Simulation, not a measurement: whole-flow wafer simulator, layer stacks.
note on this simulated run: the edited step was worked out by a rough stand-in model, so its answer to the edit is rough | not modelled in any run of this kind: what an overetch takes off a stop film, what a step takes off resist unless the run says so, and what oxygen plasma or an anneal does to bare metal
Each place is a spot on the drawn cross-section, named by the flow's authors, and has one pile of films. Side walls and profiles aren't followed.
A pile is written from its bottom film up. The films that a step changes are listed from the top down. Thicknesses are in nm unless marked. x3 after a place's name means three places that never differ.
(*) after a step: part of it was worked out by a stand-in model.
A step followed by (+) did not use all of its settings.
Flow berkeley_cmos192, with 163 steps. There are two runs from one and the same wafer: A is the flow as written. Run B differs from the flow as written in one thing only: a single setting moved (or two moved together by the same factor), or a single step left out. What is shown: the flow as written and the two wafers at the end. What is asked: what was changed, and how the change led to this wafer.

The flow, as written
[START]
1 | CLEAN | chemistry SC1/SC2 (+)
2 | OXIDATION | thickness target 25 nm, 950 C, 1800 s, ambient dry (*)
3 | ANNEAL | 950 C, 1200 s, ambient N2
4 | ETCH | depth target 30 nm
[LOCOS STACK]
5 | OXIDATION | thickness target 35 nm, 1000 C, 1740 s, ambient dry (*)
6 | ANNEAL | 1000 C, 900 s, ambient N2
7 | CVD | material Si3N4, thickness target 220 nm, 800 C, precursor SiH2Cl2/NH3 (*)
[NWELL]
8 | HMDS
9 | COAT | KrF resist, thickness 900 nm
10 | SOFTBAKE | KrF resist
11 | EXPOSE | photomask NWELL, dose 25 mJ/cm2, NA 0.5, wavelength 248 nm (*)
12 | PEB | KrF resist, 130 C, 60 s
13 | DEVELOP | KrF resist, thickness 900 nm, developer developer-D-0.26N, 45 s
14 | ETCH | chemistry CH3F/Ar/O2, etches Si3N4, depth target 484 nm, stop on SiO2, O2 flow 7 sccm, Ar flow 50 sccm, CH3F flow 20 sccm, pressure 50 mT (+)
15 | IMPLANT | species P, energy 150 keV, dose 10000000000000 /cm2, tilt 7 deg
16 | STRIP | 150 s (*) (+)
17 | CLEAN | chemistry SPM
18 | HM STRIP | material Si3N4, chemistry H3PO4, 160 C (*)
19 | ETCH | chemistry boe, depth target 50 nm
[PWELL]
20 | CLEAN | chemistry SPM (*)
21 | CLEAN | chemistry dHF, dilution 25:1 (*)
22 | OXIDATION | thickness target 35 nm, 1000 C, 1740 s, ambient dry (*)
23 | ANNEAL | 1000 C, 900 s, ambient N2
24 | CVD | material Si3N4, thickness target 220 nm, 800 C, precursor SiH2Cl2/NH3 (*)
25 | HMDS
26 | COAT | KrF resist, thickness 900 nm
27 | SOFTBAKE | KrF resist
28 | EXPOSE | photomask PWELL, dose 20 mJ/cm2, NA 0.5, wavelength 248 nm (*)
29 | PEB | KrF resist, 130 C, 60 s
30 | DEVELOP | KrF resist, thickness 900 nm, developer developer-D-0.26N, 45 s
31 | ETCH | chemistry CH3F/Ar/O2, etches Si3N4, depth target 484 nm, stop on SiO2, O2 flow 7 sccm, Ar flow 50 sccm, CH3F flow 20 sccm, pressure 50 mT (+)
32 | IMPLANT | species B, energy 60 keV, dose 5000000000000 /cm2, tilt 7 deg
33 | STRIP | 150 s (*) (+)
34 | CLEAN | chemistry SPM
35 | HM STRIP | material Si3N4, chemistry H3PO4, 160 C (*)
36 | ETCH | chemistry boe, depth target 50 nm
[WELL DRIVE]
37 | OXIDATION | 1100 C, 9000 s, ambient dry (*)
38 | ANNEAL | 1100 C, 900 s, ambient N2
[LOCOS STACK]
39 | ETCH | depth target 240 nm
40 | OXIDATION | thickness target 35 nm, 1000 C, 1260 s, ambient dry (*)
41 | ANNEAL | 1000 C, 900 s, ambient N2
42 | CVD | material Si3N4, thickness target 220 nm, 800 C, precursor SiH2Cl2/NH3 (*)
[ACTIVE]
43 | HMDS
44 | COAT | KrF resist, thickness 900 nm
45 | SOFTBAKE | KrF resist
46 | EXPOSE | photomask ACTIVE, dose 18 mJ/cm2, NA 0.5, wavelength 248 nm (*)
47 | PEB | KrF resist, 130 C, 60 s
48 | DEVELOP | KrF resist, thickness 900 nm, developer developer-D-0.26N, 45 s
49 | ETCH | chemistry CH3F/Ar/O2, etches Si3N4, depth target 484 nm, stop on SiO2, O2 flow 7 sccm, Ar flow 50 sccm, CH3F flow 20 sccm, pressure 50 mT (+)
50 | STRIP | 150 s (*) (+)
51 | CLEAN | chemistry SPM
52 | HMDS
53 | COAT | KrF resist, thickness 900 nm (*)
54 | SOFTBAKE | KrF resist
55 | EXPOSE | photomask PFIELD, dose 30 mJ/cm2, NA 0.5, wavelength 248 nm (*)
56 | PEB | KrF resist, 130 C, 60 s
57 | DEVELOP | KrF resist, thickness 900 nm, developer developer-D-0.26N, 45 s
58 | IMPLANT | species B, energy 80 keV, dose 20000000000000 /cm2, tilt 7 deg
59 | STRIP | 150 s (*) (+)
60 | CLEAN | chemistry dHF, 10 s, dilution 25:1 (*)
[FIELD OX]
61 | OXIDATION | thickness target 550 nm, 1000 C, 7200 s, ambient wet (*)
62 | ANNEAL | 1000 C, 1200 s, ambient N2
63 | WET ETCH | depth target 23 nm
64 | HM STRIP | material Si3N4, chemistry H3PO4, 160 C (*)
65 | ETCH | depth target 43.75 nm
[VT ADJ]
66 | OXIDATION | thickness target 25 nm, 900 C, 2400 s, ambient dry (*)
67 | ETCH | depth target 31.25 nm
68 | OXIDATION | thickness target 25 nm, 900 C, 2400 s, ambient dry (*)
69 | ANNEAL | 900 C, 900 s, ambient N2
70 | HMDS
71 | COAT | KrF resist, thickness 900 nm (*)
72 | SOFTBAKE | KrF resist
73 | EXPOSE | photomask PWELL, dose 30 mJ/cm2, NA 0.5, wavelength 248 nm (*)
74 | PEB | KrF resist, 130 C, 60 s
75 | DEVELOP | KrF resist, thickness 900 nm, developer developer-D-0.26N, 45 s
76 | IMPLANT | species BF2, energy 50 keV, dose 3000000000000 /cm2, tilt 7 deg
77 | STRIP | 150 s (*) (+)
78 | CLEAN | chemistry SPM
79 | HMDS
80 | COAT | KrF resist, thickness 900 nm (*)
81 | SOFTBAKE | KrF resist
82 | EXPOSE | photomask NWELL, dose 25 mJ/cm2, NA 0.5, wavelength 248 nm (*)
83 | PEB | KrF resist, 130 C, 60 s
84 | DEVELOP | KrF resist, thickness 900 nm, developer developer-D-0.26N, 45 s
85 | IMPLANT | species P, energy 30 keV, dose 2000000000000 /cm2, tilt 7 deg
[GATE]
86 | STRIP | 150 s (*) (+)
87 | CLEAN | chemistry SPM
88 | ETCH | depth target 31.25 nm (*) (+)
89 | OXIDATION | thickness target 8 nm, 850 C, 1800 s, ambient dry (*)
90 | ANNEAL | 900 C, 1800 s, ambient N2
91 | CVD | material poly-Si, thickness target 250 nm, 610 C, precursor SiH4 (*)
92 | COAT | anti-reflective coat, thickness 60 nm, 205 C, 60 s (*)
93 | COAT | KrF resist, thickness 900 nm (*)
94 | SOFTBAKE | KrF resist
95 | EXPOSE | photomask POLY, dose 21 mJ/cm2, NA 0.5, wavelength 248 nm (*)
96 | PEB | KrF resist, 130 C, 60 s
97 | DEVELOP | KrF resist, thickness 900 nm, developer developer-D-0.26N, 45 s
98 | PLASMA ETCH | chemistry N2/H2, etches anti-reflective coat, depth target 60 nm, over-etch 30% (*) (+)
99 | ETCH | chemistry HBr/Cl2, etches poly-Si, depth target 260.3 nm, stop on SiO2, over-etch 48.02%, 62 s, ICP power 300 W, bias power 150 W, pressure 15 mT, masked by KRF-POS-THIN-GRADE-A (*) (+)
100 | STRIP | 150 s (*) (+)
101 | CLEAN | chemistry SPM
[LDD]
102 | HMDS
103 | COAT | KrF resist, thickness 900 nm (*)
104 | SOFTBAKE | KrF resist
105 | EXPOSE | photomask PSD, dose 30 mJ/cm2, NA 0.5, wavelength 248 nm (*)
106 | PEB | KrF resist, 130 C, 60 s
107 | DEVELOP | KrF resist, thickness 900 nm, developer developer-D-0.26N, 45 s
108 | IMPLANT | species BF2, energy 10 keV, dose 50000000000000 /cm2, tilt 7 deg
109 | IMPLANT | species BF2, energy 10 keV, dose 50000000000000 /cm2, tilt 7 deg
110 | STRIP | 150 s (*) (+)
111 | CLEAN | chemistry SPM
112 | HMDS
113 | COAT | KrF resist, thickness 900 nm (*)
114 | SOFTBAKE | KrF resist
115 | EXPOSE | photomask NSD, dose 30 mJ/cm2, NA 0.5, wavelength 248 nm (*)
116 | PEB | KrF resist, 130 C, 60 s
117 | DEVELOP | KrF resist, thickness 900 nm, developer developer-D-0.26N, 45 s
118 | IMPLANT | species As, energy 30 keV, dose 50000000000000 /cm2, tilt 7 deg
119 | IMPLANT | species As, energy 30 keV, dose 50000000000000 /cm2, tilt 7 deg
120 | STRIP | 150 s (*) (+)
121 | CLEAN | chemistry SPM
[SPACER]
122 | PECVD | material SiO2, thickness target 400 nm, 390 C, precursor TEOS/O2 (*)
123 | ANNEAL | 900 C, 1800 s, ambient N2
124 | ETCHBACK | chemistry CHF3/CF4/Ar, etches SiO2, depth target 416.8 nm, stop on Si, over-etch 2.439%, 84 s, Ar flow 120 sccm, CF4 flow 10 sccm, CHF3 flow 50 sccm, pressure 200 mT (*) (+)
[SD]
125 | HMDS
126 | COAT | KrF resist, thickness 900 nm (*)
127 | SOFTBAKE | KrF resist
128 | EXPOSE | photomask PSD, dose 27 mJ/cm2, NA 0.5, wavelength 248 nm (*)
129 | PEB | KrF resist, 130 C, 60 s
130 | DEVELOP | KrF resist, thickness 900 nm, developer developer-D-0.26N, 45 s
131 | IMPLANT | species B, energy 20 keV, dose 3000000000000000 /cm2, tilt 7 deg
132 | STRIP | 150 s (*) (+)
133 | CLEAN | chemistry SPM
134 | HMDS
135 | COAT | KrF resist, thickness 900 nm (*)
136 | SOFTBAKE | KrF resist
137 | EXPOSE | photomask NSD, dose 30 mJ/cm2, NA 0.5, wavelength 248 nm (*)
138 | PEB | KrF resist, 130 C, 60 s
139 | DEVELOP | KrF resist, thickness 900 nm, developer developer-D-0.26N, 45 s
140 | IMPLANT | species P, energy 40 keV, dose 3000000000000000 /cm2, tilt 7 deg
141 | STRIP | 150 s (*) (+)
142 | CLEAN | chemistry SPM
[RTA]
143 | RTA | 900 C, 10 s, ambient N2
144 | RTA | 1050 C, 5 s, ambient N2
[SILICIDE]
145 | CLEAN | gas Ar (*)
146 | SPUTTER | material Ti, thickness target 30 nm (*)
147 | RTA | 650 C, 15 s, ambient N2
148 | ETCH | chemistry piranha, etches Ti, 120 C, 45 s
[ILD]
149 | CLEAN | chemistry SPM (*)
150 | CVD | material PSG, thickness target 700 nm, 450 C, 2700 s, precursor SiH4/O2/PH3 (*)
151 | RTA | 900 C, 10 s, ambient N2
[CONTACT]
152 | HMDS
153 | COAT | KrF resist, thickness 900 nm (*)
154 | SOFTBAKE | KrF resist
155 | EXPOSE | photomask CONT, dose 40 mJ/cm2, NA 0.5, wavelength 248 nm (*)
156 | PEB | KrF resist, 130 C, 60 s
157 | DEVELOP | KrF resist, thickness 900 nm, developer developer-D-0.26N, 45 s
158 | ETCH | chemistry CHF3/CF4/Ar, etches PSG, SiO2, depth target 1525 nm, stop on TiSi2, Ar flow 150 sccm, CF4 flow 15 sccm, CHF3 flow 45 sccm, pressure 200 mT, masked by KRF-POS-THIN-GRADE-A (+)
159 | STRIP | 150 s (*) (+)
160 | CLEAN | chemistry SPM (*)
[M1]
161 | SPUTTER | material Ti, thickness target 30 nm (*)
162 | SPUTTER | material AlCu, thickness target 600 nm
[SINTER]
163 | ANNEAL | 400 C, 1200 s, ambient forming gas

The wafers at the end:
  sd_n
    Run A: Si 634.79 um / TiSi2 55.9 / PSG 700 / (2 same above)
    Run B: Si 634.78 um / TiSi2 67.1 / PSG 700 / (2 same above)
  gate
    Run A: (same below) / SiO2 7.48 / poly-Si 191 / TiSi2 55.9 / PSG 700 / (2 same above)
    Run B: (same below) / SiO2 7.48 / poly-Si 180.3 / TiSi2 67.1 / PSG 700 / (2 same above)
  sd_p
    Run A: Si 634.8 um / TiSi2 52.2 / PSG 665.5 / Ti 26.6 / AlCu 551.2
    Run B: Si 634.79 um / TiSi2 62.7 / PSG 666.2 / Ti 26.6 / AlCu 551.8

What caused this: step 146, SPUTTER: thickness target 36 nm was run, while the flow as written has thickness target 30 nm.

Step by step, how the change led to this:
  146 | SPUTTER | material Ti, thickness target 30 nm (*)
      field, sd_n, spacer_n, gate, spacer_p, gate_p, contact, m1: A Ti gains 30 (new film) | B Ti gains 36 (new film)
      sd_p: A Ti gains 28 (new film) | B Ti gains 33.6 (new film)
  147 | RTA | 650 C, 15 s, ambient N2
      sd_n, contact, m1: A Ti loses 23.4, TiSi first gains 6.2 (new film), TiSi2 C49 gains 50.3 (new film), Si loses 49 | B Ti loses 28.1, TiSi first gains 18.8 (new film), TiSi2 C49 gains 43.5 (new film), Si loses 51.3
      gate, gate_p: A Ti loses 23.4, TiSi first gains 6.2 (new film), TiSi2 C49 gains 50.3 (new film), poly-Si loses 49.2 | B Ti loses 28.1, TiSi first gains 18.8 (new film), TiSi2 C49 gains 43.5 (new film), poly-Si loses 51.5
      (also at 1 further place)
  148 | ETCH | chemistry piranha, etches Ti, 120 C, 45 s
      sd_n, gate, gate_p, contact, m1: A Ti loses 6.6 (all of it), TiSi first loses 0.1 | B Ti loses 7.92 (all of it), TiSi first loses 0.1
      field, spacer_n, spacer_p: A Ti loses 30 (all of it) | B Ti loses 36 (all of it)
      (also at 1 further place)
  151 | RTA | 900 C, 10 s, ambient N2
      sd_n, contact, m1: A under 1 film: TiSi2 gains 55.9 (new film), TiSi first loses 6.09 (all of it), TiSi2 C49 loses 50.3 (all of it), Si loses 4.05 | B under 1 film: TiSi2 gains 67.1 (new film), TiSi first loses 18.7 (all of it), TiSi2 C49 loses 43.5 (all of it), Si loses 12.4
      gate, gate_p: A under 1 film: TiSi2 gains 55.9 (new film), TiSi first loses 6.09 (all of it), TiSi2 C49 loses 50.3 (all of it), poly-Si loses 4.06 | B under 1 film: TiSi2 gains 67.1 (new film), TiSi first loses 18.7 (all of it), TiSi2 C49 loses 43.5 (all of it), poly-Si loses 12.5
      (also at 1 further place)
